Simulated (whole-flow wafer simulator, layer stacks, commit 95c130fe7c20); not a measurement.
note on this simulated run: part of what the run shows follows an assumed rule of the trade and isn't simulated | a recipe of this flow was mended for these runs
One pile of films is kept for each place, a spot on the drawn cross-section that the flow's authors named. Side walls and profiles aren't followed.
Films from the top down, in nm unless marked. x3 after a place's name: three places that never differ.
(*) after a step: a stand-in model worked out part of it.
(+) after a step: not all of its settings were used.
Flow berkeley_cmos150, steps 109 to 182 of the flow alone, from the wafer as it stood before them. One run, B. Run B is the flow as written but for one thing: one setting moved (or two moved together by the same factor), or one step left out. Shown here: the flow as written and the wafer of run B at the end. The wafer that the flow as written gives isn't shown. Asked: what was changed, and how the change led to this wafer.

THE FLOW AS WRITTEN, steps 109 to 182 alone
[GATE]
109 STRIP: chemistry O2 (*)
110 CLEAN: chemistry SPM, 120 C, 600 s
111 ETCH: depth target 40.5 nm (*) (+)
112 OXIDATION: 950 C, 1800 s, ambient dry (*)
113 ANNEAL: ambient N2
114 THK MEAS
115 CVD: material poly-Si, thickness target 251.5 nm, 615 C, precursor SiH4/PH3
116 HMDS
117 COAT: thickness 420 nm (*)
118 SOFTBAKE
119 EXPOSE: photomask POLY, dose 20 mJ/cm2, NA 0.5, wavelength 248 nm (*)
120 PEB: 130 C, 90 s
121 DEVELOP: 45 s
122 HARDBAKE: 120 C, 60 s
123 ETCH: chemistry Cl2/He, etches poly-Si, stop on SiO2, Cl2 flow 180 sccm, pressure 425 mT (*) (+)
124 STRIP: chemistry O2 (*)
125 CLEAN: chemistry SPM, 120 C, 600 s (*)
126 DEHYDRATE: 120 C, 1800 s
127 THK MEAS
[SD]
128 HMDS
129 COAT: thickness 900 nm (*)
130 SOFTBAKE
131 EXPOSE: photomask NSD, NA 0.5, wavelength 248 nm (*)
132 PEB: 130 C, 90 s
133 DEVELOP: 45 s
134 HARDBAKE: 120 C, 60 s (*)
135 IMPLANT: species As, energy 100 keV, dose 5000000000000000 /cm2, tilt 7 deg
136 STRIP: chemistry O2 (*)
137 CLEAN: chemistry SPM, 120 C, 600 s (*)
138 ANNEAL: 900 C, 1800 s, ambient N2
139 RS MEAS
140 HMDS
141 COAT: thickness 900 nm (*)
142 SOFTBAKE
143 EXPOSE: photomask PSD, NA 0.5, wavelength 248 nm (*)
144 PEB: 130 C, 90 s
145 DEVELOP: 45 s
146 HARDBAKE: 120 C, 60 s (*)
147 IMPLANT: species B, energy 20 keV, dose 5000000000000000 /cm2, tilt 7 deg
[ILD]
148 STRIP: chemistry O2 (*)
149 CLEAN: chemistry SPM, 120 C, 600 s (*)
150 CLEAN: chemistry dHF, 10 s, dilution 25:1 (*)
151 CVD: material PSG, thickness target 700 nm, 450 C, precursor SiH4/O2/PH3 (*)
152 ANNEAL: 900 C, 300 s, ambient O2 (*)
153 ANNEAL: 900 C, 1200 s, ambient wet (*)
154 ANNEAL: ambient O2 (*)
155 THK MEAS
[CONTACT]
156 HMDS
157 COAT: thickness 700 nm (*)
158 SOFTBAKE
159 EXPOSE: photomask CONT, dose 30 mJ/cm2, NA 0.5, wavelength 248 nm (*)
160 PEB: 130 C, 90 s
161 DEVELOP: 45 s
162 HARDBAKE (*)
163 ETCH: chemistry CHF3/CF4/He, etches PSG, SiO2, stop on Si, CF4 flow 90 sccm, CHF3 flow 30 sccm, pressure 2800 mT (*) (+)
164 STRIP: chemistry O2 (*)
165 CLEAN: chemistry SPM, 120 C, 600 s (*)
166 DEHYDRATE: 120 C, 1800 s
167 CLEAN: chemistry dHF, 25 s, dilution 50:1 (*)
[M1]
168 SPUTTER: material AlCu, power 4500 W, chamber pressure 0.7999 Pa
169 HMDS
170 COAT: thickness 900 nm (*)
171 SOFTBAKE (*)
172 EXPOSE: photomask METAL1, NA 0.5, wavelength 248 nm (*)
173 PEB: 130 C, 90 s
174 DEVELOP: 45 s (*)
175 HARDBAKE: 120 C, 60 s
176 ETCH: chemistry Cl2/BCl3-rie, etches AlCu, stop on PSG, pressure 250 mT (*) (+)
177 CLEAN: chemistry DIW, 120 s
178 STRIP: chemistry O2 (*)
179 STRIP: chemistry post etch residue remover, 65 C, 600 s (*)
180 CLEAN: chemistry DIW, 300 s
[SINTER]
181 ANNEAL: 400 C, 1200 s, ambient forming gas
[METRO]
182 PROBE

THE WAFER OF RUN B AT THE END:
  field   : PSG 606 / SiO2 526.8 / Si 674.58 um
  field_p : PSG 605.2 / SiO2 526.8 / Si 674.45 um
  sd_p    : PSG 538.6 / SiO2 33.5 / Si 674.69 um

The cause: step 111, ETCH: depth target 52.65 nm was run, where the flow has depth target 40.5 nm.

How the change led to this, step by step:
  111 ETCH: depth target 40.5 nm (*) (+)
      field, field_p: SiO2 -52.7 (as written it would be: SiO2 -40.5)
  164 STRIP: chemistry O2 (*)
      sd_p: KrF-resist -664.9 (all of it) (as written it would be: KrF-resist -680 (all of it))
  168 SPUTTER: material AlCu, power 4500 W, chamber pressure 0.7999 Pa
      sd_p: AlCu +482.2 (new film) (as written it would be: AlCu +471.4 (new film))
  176 ETCH: chemistry Cl2/BCl3-rie, etches AlCu, stop on PSG, pressure 250 mT (*) (+)
      sd_p: AlCu -472.2 (all of it), PSG -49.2 (as written it would be: AlCu -461.4 (all of it), PSG -50.6)
